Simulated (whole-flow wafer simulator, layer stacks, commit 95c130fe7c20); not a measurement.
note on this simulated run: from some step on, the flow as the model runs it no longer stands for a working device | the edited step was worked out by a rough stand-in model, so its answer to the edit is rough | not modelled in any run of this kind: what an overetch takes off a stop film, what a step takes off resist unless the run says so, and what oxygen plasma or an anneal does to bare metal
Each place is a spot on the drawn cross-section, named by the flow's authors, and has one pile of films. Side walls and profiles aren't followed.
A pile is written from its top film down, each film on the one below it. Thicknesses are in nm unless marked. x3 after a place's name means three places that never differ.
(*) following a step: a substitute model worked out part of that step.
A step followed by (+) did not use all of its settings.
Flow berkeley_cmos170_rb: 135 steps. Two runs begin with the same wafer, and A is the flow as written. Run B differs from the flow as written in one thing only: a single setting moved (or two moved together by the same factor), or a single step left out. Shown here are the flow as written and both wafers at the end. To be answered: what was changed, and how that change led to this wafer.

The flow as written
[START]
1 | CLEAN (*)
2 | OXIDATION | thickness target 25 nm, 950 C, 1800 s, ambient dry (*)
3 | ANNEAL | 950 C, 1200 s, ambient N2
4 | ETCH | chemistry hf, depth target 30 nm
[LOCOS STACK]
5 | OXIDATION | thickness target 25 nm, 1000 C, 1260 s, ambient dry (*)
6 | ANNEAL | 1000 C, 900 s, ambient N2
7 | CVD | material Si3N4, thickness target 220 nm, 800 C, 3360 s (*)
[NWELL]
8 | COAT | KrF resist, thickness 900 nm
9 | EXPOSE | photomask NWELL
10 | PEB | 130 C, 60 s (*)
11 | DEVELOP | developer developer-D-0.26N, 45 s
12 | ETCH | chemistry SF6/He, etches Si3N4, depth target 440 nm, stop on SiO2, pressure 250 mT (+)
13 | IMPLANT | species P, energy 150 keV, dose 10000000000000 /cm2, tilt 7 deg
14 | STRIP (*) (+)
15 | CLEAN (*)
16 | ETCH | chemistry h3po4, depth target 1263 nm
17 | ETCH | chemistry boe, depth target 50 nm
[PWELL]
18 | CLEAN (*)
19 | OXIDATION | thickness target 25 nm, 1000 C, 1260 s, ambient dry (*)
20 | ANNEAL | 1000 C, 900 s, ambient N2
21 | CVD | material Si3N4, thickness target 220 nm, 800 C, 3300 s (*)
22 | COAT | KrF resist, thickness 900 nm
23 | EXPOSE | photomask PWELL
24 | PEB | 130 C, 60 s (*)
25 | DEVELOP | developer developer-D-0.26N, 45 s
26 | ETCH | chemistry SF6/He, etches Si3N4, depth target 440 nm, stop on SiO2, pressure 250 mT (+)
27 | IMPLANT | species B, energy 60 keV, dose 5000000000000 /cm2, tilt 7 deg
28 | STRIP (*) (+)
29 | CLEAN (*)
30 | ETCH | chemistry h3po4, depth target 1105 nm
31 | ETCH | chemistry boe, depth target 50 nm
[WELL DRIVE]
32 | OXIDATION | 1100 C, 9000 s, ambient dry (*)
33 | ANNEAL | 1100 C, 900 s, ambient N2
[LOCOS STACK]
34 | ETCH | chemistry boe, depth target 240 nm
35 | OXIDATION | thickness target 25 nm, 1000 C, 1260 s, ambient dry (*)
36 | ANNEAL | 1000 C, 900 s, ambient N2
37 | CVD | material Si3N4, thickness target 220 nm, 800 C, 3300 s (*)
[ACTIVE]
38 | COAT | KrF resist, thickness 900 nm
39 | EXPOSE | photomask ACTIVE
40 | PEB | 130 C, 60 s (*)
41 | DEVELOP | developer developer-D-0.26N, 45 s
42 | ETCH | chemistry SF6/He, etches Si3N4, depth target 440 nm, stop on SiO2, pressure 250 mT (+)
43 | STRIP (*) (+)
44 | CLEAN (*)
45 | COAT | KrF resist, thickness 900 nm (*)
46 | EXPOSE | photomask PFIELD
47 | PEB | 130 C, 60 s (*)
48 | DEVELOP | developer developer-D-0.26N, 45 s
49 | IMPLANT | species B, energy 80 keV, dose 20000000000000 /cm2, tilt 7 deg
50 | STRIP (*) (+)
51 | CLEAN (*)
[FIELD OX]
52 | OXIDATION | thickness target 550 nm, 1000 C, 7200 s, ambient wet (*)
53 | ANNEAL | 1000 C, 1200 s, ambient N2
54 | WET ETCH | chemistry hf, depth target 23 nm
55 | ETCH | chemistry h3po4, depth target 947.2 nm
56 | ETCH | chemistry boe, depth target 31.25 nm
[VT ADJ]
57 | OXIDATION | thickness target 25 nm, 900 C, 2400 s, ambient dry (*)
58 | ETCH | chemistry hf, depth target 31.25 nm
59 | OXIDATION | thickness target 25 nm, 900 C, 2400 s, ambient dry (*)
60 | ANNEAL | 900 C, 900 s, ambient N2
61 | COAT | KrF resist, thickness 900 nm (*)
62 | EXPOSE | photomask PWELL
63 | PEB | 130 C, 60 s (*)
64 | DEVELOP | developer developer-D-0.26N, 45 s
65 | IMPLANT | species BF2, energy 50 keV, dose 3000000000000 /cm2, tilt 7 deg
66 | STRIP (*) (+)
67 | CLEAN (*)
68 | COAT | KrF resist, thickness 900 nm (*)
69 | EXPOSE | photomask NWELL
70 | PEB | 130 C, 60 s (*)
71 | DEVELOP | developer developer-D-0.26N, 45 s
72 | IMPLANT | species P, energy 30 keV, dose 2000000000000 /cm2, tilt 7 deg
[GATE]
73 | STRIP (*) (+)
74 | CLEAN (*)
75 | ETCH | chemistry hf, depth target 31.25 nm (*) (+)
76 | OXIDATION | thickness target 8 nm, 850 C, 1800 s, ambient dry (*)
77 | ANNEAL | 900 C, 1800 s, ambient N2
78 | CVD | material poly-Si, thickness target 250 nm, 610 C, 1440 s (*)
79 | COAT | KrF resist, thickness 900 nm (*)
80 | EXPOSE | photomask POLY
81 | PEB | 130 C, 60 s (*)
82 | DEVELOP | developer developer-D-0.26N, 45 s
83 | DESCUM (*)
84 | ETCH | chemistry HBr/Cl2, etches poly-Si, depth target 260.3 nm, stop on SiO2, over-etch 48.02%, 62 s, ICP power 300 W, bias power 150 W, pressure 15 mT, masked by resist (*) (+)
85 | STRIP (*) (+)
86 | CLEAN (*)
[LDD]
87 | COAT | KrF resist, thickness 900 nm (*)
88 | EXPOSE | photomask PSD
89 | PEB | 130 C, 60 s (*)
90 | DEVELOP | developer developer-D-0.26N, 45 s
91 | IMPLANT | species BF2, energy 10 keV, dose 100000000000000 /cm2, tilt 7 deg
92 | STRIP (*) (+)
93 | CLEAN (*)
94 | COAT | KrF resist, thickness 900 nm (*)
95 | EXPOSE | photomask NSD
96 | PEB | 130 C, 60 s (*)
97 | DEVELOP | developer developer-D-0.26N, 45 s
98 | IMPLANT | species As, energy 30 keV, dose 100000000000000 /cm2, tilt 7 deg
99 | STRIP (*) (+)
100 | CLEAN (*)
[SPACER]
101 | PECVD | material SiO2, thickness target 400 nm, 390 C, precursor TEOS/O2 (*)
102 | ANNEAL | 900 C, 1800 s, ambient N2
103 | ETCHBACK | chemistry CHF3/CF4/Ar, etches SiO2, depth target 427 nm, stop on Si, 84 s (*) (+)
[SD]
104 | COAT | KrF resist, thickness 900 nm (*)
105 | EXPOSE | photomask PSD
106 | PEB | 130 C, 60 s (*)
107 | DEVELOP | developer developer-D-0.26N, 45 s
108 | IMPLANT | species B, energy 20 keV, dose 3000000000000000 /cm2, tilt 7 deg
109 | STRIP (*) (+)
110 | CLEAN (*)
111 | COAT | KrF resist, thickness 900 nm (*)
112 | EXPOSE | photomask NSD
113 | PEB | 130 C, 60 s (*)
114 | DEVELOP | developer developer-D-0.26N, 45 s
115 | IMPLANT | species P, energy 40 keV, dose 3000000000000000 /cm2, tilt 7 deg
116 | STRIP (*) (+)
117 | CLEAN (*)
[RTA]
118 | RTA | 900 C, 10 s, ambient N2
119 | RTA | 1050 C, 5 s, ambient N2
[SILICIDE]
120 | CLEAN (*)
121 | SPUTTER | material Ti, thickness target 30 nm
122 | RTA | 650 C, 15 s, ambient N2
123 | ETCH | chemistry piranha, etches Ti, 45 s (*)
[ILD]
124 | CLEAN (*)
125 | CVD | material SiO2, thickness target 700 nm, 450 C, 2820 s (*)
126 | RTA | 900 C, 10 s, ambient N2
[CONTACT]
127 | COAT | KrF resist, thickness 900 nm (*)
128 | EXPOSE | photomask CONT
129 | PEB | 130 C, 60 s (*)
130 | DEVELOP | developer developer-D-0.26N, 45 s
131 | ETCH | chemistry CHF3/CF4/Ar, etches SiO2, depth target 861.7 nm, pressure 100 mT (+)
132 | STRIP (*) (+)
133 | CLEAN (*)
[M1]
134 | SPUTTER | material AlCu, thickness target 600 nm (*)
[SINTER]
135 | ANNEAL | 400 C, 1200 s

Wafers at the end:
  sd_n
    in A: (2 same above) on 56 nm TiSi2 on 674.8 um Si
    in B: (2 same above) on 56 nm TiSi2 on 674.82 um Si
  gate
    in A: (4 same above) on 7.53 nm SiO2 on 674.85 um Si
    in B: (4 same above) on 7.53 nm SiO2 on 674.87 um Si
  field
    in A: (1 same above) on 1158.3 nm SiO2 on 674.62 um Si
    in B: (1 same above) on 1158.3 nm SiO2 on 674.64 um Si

Cause: step 32, OXIDATION: 5850 s was run, whereas the flow has 9000 s.

How this came from the change, step by step:
  32 | OXIDATION | 1100 C, 9000 s, ambient dry (*)
      field, sd_n, spacer_n and 6 more: A +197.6 SiO2 (new film), -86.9 Si | B +151.8 SiO2 (new film), -66.8 Si
  34 | ETCH | chemistry boe, depth target 240 nm
      field, sd_n, spacer_n and 6 more: A -197.6 SiO2 (all of it) | B -151.8 SiO2 (all of it)
